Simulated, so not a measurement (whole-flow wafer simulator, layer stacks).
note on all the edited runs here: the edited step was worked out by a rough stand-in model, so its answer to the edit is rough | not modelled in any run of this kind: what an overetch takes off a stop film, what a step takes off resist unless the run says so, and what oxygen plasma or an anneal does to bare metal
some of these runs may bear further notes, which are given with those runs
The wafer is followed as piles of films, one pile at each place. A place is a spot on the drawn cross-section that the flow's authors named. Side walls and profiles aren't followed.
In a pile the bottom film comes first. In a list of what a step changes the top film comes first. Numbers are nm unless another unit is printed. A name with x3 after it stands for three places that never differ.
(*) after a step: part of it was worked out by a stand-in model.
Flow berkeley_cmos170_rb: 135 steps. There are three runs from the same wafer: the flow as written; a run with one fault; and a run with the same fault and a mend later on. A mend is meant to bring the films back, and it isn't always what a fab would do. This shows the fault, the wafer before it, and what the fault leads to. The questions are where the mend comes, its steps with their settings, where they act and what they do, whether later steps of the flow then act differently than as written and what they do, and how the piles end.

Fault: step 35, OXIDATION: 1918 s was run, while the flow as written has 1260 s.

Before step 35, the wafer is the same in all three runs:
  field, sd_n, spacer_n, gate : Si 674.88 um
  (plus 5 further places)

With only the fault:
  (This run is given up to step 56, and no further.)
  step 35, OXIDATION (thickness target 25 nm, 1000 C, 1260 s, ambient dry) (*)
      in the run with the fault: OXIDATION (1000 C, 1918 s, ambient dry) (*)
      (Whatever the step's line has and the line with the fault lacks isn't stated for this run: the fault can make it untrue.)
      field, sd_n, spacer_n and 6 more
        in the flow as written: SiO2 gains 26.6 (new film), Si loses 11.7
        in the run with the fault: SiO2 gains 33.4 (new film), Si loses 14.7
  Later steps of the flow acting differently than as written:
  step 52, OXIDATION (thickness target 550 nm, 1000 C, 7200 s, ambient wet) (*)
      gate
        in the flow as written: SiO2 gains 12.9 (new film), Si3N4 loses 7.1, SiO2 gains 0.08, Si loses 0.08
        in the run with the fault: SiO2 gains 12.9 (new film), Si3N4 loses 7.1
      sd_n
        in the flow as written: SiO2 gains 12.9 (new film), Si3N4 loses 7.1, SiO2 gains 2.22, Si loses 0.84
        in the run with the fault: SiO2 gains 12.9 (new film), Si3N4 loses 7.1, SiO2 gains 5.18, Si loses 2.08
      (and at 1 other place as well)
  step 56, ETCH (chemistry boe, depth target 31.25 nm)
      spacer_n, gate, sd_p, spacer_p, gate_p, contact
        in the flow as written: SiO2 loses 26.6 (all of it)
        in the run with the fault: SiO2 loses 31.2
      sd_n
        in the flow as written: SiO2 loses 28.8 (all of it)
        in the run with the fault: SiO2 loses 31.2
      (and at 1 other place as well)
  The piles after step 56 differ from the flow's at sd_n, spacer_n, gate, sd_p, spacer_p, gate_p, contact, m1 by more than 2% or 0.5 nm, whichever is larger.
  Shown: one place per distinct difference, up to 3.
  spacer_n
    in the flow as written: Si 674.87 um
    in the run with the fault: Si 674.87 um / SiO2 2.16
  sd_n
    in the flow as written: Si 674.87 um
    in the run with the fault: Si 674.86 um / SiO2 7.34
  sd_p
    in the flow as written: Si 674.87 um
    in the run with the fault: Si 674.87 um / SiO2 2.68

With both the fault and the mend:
  The mend follows step 36.
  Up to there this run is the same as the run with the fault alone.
  step 36a, WET ETCH (chemistry hf, depth target 6.861 nm)
      field, sd_n, spacer_n and 6 more
        SiO2 loses 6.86
  Later steps of the flow that are run all act as written at every place that is followed.
  At the end the piles are close to the flow's at the places that both follow, differing by at most 2% or 0.5 nm, whichever is larger.
